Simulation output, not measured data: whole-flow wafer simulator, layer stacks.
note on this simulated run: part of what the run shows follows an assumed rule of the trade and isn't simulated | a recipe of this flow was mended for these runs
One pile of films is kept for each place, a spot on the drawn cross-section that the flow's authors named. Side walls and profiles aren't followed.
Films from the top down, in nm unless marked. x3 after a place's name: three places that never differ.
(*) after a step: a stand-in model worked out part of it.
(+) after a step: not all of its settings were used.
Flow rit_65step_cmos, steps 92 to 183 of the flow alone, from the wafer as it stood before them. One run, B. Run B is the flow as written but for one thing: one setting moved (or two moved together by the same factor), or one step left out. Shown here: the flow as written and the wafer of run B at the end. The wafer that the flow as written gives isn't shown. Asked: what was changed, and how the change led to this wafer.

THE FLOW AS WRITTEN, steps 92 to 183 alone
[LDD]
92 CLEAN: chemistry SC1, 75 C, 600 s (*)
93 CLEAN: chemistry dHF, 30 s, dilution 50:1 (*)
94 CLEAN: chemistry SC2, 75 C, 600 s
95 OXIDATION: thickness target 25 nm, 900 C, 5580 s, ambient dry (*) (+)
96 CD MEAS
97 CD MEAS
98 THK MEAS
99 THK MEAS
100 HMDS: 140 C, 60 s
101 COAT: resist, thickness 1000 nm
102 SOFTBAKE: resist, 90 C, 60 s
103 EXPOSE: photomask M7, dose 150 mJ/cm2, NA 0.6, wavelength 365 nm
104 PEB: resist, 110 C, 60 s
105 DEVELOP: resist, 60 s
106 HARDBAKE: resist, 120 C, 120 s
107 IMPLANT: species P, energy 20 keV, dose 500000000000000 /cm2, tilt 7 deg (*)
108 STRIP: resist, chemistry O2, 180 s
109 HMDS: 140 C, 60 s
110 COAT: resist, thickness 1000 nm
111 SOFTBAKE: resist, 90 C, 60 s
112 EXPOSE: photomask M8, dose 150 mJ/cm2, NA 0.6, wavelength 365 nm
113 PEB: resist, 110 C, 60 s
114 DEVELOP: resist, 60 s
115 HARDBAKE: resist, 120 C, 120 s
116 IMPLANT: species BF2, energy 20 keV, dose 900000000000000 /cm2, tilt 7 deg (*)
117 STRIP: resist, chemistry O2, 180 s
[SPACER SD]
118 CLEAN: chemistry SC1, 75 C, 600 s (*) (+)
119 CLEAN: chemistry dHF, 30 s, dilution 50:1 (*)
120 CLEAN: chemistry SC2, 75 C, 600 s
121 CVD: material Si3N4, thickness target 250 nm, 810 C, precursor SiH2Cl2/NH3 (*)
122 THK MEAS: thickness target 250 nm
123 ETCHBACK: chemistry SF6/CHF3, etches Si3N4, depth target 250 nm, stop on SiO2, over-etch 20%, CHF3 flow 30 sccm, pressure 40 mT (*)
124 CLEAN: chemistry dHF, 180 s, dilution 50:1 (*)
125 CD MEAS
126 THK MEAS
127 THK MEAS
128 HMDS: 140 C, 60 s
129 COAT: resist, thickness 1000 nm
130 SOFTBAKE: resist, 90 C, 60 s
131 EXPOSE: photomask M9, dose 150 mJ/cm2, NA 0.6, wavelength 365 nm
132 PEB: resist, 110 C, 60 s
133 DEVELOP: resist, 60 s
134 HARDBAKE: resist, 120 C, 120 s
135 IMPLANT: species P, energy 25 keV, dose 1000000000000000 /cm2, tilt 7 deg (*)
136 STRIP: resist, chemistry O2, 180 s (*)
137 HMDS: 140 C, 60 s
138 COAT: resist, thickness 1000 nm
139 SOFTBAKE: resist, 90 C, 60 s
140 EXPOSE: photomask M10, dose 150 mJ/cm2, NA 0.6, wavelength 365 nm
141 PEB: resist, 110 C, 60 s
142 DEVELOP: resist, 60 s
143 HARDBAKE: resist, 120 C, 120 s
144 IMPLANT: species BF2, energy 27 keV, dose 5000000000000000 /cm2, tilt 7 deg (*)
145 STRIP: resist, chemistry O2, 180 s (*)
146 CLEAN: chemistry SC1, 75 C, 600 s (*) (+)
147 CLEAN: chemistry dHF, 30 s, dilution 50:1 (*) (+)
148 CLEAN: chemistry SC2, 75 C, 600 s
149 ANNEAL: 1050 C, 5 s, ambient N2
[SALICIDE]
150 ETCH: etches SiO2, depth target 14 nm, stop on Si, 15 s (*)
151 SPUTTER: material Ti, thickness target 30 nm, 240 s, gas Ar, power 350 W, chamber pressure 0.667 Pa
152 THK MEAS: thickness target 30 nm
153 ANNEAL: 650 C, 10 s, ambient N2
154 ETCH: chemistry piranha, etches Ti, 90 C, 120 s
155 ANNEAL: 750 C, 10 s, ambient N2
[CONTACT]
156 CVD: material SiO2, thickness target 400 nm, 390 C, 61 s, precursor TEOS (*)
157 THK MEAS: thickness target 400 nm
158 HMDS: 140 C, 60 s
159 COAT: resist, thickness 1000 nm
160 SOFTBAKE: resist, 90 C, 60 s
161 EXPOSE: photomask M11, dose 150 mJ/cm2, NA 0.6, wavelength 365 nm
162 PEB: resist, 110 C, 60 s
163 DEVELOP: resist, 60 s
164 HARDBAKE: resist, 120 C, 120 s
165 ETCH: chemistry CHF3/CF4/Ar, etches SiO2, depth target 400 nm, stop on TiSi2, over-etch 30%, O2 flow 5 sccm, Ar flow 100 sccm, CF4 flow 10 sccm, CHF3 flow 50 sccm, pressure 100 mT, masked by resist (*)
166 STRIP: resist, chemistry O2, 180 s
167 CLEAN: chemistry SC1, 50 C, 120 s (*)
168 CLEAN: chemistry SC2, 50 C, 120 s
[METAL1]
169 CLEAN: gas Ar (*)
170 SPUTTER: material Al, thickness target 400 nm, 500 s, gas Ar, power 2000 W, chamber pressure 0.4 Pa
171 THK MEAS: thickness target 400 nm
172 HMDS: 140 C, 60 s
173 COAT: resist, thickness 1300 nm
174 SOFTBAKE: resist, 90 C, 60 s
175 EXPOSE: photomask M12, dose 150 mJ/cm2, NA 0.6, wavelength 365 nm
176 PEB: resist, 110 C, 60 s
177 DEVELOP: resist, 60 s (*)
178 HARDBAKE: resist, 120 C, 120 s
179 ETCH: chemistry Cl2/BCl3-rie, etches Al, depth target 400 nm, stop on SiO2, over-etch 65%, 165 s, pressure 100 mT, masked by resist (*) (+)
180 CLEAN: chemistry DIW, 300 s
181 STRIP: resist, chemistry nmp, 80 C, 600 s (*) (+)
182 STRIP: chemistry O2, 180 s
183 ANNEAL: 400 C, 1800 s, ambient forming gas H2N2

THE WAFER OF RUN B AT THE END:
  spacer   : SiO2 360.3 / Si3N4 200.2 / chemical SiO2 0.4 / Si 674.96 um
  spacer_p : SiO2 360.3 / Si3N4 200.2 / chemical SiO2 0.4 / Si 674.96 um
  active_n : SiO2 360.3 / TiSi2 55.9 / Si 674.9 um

The cause: step 95, OXIDATION: thickness target 25 nm, 900 C, 5580 s, ambient dry (*) (+), was left out.

How the change led to this, step by step:
  108 STRIP: resist, chemistry O2, 180 s
      active_n, spacer, sd_n, contact, m1: chemical SiO2 +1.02, Si -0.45 (as written it would be: nothing)
      active_p: resist -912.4 (all of it), chemical SiO2 +0.92, Si -0.4 (as written it would be: resist -911.6 (all of it))
      (and at 4 more places)
  118 CLEAN: chemistry SC1, 75 C, 600 s (*) (+)
      active_n, active_p, spacer, spacer_p, sd_n, sd_p, contact, m1: chemical SiO2 -1.03, Si -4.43 (as written it would be: SiO2 -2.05)
      gate_n, gate_p: chemical SiO2 -1.03, poly-Si -4.43 (as written it would be: SiO2 -2.05)
  119 CLEAN: chemistry dHF, 30 s, dilution 50:1 (*)
      active_n, gate_n, spacer, sd_n, contact, m1: chemical SiO2 -0.6 (all of it) (as written it would be: SiO2 -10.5)
      active_p, gate_p, spacer_p, sd_p: chemical SiO2 -0.6 (all of it) (as written it would be: SiO2 -11.1)
  123 ETCHBACK: chemistry SF6/CHF3, etches Si3N4, depth target 250 nm, stop on SiO2, over-etch 20%, CHF3 flow 30 sccm, pressure 40 mT (*)
      active_n, active_p, sd_n, sd_p, contact, m1: Si3N4 -250 (all of it), chemical SiO2 -0.4 (all of it), Si -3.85 (as written it would be: Si3N4 -250 (all of it), SiO2 -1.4)
      gate_n, gate_p: Si3N4 -250 (all of it), chemical SiO2 -0.4 (all of it), poly-Si -3.85 (as written it would be: Si3N4 -250 (all of it), SiO2 -1.4)
      (and at 2 more places)
  124 CLEAN: chemistry dHF, 180 s, dilution 50:1 (*)
      active_n, sd_n, contact, m1: nothing (as written it would be: SiO2 -12.5 (all of it))
      active_p, sd_p: nothing (as written it would be: SiO2 -12 (all of it))
      (and at 2 more places)
